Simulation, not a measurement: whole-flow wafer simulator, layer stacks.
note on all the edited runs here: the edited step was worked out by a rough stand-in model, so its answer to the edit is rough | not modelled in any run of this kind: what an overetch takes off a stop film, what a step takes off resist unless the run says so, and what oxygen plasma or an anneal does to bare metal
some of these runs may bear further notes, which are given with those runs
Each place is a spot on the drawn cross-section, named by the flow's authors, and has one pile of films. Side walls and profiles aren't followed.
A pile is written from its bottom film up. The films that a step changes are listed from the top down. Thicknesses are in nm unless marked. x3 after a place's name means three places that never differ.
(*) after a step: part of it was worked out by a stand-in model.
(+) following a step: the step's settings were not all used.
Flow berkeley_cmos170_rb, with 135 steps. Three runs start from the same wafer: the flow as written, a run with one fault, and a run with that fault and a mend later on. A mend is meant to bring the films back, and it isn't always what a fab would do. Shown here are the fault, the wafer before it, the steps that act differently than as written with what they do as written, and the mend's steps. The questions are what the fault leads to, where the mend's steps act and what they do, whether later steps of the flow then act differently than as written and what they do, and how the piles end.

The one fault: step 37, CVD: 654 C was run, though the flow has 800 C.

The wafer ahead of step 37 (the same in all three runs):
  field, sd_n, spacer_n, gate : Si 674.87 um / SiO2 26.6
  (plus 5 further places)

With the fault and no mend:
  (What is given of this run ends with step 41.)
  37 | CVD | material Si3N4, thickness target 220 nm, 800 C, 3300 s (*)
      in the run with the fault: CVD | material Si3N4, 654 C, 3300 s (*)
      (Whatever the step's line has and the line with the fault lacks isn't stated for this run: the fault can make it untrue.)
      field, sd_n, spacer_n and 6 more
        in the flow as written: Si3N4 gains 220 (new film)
        in the run with the fault: Si3N4 gains 12.2 (new film)
  Later steps of the flow up to step 41 that are run all act as written at every place that is followed.
  The piles after step 41 differ from the flow's at field, sd_n, spacer_n and 6 more by more than 2% or 0.5 nm, whichever is larger.
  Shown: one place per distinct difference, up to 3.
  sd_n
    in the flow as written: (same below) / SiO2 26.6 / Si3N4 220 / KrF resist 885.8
    in the run with the fault: (same below) / SiO2 26.6 / Si3N4 12.2 / KrF resist 885.8
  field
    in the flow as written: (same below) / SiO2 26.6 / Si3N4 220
    in the run with the fault: (same below) / SiO2 26.6 / Si3N4 12.2

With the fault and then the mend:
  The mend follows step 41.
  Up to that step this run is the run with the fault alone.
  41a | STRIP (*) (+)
      sd_n, spacer_n, gate, sd_p, spacer_p, gate_p, contact, m1
        KrF resist loses 885.8 (all of it)
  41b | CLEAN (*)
      alters no film at any place that is followed
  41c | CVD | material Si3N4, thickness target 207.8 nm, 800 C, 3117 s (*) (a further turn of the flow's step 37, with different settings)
      field, sd_n, spacer_n and 6 more
        Si3N4 gains 207.8
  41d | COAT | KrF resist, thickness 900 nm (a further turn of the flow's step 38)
      field, sd_n, spacer_n and 6 more
        KrF resist gains 900 (new film)
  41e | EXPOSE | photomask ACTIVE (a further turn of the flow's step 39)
      alters no film at any place that is followed
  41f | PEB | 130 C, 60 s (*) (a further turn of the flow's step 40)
      alters no film at any place that is followed
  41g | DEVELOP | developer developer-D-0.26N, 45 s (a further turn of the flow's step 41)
      sd_n, spacer_n, gate, sd_p, spacer_p, gate_p, contact, m1
        KrF resist loses 14.2
      field
        KrF resist loses 900 (all of it)
  Later steps of the flow that are run all act as written at every place that is followed, up to a difference of at most 2% or 0.5 nm, whichever is larger.
  By the end, the piles equal the flow's at every place that both follow.
